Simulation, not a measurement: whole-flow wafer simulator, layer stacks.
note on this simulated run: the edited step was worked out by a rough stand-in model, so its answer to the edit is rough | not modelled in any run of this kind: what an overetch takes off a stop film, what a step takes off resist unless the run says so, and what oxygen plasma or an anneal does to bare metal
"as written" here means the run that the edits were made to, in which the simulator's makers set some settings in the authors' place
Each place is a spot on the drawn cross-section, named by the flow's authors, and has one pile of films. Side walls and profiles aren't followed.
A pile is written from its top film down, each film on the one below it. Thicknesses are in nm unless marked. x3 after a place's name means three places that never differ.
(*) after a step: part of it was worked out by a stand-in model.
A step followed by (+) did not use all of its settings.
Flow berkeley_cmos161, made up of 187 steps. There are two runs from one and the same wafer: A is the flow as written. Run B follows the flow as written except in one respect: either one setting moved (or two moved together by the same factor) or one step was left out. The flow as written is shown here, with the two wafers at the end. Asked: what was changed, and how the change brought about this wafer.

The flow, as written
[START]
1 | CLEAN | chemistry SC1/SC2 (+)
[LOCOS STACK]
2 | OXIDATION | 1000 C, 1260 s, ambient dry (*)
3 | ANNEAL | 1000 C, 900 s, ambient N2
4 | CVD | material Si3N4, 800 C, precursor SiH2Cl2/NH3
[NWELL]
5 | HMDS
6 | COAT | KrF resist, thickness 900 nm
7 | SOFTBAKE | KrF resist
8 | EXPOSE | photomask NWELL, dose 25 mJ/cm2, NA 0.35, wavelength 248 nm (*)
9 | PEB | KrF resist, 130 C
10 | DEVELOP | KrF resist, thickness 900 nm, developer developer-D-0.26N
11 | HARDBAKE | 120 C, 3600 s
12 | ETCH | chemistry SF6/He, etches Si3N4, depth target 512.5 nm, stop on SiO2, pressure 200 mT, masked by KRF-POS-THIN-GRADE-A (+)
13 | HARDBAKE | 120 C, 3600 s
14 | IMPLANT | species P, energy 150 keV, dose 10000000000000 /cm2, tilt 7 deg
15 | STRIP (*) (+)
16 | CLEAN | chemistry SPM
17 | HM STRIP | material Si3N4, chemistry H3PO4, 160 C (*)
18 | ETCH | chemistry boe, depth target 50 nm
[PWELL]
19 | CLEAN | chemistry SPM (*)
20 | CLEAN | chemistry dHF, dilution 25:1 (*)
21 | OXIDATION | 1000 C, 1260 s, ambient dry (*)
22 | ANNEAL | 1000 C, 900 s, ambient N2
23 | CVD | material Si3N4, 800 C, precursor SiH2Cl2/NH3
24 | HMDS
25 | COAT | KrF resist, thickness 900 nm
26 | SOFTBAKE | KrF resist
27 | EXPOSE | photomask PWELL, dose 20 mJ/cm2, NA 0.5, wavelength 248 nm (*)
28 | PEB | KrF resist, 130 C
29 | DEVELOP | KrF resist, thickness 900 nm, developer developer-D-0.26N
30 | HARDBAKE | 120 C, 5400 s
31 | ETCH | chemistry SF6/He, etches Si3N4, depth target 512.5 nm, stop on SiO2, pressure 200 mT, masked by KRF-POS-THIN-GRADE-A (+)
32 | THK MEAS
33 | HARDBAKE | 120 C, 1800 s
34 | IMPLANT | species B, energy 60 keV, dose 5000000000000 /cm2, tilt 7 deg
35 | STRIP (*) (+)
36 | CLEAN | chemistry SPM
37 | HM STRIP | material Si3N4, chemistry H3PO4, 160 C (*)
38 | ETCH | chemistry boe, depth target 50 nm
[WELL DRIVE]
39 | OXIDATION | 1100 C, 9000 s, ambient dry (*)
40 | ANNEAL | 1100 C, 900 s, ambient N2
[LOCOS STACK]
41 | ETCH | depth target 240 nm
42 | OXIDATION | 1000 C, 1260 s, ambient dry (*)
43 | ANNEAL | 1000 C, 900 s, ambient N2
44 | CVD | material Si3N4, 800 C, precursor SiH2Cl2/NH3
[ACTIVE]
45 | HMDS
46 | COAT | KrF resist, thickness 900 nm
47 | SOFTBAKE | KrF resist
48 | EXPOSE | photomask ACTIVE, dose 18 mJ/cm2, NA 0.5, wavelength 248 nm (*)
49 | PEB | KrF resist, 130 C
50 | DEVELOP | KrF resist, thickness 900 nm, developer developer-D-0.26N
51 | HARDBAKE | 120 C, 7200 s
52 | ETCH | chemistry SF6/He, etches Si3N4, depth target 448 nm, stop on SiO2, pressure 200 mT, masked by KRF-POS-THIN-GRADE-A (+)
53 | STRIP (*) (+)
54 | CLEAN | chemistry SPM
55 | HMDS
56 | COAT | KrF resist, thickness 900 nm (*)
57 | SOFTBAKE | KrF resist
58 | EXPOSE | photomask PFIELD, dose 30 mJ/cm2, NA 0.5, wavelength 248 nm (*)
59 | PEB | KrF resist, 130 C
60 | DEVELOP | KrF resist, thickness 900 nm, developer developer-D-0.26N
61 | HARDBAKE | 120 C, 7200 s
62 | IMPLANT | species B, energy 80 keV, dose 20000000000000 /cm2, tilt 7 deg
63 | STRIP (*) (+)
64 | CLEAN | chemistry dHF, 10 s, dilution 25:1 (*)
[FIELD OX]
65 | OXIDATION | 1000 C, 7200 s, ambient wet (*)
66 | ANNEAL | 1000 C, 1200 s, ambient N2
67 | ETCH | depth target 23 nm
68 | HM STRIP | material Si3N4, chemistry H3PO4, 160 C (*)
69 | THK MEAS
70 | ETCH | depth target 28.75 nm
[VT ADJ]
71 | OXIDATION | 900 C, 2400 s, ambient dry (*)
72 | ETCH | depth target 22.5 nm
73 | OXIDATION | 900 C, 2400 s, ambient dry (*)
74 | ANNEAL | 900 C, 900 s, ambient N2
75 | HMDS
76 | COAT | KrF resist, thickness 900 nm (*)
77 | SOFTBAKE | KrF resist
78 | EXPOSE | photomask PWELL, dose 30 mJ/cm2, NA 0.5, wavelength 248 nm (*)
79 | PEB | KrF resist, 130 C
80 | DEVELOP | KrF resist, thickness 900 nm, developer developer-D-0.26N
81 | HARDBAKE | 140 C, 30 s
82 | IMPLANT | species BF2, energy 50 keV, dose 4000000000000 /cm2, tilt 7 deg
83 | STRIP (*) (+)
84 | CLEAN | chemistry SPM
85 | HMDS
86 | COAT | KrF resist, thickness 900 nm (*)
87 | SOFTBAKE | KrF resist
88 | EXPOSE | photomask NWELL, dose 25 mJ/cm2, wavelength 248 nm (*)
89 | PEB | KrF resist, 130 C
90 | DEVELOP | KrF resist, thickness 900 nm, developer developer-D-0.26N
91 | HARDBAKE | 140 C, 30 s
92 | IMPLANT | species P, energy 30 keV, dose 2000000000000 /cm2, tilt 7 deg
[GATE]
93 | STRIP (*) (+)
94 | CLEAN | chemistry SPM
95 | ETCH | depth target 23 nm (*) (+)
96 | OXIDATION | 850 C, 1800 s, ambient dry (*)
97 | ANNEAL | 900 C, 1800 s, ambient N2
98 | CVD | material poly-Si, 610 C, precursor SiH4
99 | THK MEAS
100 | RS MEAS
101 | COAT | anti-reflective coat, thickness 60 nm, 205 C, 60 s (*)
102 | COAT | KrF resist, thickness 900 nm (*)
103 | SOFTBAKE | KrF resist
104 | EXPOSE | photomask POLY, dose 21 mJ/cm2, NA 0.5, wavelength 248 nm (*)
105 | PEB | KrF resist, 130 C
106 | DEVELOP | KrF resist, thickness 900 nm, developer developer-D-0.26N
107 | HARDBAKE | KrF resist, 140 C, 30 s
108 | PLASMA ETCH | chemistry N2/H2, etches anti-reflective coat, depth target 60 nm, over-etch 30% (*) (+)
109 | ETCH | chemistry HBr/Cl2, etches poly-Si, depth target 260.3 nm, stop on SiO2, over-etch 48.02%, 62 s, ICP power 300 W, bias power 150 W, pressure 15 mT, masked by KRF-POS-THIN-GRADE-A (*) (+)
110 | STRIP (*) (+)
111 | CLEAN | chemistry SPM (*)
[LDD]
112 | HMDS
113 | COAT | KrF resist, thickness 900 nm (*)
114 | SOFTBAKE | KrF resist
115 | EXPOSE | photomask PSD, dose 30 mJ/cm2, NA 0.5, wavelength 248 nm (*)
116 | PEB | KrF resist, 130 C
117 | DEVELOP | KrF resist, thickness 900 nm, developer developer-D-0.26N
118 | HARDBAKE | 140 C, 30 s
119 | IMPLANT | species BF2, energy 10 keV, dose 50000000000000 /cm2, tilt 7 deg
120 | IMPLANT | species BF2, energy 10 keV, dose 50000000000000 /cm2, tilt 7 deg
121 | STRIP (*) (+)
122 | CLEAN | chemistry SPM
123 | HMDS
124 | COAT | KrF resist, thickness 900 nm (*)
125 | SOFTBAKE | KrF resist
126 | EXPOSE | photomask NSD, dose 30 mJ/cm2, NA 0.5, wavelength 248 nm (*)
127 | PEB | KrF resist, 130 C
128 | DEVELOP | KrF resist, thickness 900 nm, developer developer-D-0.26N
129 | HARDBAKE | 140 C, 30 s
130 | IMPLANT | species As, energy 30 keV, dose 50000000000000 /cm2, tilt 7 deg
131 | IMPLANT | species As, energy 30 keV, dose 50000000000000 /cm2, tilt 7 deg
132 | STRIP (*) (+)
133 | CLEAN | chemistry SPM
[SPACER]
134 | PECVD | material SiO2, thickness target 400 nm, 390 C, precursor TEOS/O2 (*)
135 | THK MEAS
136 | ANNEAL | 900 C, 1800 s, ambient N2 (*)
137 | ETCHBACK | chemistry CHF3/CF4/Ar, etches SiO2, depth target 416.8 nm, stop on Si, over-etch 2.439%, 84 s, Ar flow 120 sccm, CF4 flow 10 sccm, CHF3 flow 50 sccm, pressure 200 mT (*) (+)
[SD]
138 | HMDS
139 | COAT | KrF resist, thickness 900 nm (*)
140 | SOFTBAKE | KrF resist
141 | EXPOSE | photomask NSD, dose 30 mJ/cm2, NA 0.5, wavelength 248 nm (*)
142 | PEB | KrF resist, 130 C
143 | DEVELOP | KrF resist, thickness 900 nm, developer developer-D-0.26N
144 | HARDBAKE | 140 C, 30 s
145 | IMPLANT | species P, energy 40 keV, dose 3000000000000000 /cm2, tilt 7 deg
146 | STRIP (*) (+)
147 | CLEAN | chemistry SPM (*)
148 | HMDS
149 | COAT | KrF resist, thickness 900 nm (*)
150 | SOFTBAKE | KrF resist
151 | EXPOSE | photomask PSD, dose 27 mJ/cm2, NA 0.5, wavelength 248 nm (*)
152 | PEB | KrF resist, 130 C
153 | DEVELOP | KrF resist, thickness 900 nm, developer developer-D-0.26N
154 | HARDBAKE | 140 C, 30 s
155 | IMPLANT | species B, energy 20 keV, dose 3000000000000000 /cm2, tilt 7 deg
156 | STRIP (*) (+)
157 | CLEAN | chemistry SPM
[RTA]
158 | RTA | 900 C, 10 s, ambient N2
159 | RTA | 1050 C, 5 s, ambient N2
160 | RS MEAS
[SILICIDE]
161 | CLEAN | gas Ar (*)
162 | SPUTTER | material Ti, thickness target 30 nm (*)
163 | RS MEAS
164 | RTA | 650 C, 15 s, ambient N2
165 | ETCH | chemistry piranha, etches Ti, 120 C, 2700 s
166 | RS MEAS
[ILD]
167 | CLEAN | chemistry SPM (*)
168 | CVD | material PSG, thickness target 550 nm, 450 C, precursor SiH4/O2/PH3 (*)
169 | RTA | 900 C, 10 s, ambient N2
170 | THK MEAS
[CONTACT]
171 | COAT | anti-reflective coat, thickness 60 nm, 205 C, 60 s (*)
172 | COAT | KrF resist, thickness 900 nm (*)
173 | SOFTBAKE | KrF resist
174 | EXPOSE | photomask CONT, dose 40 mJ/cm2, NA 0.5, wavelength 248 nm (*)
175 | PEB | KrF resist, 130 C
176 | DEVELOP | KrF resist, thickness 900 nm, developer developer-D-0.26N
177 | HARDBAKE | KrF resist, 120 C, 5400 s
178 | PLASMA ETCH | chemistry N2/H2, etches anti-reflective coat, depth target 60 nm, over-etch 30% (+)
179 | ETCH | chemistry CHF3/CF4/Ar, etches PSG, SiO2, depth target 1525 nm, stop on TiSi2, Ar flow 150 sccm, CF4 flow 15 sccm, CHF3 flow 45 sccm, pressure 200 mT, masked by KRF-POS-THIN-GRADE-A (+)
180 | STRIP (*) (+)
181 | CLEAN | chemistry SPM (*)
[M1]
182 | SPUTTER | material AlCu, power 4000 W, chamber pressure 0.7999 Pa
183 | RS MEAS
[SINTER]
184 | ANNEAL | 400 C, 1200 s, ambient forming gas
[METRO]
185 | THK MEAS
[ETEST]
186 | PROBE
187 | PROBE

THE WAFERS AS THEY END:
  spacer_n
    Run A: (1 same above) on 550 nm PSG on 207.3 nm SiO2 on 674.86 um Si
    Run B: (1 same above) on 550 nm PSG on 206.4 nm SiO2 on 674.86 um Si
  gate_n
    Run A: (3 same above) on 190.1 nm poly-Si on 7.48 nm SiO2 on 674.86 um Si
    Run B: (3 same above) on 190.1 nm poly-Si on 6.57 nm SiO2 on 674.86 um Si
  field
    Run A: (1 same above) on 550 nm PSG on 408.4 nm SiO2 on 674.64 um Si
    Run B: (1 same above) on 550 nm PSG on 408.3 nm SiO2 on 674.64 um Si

The reason: step 96, OXIDATION: 1440 s was run, whereas the flow has 1800 s.

Step by step, how the change led to this:
  96 | OXIDATION | 850 C, 1800 s, ambient dry (*)
      sd_n, spacer_n, gate_n, sd_p, spacer_p, gate_p, contact, m1: A +7.48 SiO2 (new film), -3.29 Si | B +6.57 SiO2 (new film), -2.89 Si
